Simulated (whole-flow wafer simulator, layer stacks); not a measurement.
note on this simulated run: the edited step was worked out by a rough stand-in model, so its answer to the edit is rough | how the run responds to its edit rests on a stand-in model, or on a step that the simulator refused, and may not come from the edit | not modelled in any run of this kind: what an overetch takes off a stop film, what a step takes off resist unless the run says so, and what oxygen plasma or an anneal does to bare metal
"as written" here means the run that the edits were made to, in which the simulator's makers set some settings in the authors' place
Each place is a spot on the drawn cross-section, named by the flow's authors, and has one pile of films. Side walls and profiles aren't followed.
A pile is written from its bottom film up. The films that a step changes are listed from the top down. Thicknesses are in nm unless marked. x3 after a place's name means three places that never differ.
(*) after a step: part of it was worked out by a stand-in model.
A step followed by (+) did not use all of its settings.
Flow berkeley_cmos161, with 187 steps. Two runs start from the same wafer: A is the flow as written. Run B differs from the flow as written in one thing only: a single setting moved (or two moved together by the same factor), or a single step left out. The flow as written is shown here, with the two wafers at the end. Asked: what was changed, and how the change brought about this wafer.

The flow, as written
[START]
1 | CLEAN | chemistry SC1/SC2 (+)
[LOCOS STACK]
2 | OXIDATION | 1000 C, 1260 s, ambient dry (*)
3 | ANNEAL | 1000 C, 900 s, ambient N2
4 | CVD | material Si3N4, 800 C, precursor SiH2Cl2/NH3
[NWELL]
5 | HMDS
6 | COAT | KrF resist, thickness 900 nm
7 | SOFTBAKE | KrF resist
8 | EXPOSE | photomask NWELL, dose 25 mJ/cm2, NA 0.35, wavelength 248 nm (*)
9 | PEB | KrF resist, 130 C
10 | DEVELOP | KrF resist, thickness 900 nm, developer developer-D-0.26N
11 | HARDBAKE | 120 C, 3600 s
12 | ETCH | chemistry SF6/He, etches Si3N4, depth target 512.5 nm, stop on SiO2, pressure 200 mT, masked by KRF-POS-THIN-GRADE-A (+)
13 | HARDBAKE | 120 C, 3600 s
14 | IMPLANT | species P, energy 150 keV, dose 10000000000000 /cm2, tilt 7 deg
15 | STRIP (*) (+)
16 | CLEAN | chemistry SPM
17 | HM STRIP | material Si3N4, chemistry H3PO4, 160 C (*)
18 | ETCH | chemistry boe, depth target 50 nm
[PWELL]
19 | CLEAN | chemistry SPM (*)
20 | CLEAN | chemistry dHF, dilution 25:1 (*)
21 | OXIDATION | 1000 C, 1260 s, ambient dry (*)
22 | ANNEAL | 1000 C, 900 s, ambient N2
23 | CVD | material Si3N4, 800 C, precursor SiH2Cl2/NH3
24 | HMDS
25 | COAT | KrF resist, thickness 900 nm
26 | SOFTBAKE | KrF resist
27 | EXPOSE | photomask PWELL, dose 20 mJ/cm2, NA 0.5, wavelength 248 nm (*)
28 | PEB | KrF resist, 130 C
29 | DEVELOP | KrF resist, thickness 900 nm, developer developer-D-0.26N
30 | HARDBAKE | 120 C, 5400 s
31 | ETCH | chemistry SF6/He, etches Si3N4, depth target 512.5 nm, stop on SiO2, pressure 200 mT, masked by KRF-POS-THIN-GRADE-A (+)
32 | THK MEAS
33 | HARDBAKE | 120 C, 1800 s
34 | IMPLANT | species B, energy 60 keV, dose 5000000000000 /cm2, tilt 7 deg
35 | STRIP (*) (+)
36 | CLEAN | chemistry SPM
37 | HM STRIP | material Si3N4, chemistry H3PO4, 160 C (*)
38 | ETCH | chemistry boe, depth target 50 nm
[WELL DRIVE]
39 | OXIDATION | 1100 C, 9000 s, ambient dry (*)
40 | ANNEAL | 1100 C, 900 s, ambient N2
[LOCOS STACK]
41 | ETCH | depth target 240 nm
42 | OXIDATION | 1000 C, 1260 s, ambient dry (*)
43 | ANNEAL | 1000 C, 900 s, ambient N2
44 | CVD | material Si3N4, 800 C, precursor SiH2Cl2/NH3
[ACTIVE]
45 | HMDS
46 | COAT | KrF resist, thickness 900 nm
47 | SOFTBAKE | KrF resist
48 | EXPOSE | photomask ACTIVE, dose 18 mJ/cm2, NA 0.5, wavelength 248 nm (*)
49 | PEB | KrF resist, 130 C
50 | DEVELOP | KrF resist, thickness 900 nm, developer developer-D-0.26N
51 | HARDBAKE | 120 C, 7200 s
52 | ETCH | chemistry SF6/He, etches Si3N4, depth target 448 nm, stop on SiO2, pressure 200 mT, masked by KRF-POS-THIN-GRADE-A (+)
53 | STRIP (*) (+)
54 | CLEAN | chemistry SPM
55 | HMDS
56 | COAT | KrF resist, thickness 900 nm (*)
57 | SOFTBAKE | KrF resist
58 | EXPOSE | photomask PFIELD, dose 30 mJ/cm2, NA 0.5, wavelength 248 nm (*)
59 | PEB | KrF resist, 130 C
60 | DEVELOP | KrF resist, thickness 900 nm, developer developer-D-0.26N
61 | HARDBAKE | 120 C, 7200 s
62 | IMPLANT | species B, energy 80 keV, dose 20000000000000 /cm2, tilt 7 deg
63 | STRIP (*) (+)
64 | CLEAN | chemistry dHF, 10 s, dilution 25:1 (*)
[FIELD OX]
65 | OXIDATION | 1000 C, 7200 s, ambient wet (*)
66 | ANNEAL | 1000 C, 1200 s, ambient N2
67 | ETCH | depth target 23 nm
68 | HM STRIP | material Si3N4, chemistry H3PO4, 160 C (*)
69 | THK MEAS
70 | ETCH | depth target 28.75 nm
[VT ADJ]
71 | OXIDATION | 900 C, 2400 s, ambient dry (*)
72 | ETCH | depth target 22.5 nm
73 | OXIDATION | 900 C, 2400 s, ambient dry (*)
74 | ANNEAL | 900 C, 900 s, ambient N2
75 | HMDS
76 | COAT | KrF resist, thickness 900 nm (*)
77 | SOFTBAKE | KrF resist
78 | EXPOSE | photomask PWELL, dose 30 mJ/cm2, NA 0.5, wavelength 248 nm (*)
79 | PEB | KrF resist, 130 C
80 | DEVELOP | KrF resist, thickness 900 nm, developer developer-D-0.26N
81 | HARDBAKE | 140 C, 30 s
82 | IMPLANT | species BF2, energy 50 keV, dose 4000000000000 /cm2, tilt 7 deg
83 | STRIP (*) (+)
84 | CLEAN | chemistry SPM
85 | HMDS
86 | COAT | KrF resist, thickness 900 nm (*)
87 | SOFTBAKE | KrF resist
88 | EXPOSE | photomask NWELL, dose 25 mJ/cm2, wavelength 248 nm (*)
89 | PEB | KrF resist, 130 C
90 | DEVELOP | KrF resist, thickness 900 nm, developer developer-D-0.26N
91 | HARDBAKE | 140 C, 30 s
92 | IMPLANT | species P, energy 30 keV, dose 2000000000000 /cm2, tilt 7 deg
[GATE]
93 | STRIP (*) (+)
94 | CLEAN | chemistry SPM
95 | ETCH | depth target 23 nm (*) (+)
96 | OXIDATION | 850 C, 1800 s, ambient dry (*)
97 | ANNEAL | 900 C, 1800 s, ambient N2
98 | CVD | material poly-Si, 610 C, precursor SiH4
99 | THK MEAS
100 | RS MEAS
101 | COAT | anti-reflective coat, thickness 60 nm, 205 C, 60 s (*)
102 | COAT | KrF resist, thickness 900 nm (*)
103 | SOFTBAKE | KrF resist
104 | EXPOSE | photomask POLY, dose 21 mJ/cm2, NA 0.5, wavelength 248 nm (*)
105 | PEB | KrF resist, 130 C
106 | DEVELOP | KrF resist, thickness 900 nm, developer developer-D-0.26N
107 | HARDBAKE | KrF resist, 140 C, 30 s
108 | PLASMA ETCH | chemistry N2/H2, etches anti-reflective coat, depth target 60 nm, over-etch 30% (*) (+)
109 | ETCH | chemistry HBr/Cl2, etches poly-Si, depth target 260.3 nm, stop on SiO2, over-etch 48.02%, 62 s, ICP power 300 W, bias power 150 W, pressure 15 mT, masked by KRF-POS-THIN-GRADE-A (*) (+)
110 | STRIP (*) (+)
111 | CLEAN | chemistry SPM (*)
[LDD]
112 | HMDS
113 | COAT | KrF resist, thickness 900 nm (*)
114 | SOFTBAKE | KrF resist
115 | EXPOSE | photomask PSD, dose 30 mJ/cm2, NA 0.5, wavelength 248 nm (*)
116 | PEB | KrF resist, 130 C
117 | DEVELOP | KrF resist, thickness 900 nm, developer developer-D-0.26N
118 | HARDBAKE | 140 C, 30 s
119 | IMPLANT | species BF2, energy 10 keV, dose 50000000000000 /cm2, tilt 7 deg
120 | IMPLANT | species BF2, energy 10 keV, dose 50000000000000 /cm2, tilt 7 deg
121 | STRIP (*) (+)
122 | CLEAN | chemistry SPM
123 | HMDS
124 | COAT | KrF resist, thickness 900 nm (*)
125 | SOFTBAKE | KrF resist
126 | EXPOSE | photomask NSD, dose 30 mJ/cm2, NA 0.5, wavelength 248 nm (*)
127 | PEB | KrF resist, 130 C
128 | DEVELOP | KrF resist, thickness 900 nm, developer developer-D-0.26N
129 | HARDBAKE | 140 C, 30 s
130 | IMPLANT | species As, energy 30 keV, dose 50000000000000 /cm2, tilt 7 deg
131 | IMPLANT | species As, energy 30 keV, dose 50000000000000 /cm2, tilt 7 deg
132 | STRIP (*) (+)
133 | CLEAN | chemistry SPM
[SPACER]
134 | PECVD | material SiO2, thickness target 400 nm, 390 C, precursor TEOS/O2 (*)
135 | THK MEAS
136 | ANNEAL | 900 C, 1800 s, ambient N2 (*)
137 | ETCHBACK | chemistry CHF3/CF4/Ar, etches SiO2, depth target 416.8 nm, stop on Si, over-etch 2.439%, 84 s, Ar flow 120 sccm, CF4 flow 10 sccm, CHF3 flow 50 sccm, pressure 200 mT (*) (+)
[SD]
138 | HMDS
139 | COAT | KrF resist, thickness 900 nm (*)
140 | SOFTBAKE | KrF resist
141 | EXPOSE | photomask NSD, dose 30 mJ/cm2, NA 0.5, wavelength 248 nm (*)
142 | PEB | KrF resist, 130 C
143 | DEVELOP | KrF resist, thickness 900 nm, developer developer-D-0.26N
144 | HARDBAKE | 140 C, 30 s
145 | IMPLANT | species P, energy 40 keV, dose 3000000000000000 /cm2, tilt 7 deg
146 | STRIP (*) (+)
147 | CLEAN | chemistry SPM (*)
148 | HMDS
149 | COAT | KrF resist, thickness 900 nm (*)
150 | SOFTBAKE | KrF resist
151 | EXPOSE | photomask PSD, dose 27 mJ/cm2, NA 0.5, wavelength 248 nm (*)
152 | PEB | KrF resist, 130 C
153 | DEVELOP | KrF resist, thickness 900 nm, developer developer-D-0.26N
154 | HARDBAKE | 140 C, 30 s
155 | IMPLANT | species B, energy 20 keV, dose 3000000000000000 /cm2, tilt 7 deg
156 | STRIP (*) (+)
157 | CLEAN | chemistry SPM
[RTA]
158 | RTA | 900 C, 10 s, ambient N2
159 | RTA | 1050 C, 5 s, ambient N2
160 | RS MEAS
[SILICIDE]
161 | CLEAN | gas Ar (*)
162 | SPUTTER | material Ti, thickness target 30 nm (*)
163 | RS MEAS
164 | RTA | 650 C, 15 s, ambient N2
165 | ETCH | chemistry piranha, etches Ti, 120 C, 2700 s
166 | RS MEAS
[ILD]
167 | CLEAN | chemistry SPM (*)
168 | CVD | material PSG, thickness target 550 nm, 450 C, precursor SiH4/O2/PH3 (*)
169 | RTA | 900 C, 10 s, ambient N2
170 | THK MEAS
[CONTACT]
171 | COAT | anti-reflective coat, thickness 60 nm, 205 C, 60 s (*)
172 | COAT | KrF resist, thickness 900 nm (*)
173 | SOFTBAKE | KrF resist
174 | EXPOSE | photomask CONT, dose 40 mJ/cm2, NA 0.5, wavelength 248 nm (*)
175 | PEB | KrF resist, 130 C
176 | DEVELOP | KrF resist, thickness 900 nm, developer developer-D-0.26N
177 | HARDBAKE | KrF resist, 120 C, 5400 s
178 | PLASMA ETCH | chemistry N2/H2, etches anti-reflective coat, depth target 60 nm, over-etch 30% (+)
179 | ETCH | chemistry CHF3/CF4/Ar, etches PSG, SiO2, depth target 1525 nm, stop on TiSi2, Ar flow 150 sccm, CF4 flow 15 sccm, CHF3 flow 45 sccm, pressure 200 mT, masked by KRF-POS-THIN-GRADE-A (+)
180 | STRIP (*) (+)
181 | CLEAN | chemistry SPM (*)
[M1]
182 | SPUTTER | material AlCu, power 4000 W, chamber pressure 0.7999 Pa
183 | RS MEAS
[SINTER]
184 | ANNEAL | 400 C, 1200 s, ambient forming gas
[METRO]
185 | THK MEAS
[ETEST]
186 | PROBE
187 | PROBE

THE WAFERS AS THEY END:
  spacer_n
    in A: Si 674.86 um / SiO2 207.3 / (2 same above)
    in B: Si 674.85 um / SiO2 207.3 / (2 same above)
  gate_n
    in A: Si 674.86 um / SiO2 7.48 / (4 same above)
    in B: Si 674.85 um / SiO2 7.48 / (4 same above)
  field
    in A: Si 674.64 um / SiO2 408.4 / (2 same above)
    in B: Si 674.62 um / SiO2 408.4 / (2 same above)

The reason: step 21, OXIDATION: 1100 C was run, while the flow as written has 1000 C.

Step by step, how the change led to this:
  21 | OXIDATION | 1000 C, 1260 s, ambient dry (*)
      field, sd_n, spacer_n and 6 more: A SiO2 gains 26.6 (new film), Si loses 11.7 | B SiO2 gains 59.7 (new film), Si loses 26.3
  38 | ETCH | chemistry boe, depth target 50 nm
      sd_p, spacer_p, gate_p, m1: A SiO2 loses 24.4 (all of it) | B SiO2 loses 50
      field, sd_n, spacer_n, gate_n, contact: A SiO2 loses 12.2 (all of it) | B SiO2 loses 45.3 (all of it)
  39 | OXIDATION | 1100 C, 9000 s, ambient dry (*)
      sd_p, spacer_p, gate_p, m1: A SiO2 gains 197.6 (new film), Si loses 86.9 | B SiO2 gains 191.5, Si loses 84.3
  171 | COAT | anti-reflective coat, thickness 60 nm, 205 C, 60 s (*)
      m1: A anti-reflective coat gains 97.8 (new film) | B anti-reflective coat gains 95.7 (new film)
  180 | STRIP (*) (+)
      m1: A KrF resist loses 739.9 (all of it), anti-reflective coat loses 97.8 (all of it) | B KrF resist loses 739.1 (all of it), anti-reflective coat loses 95.7 (all of it)
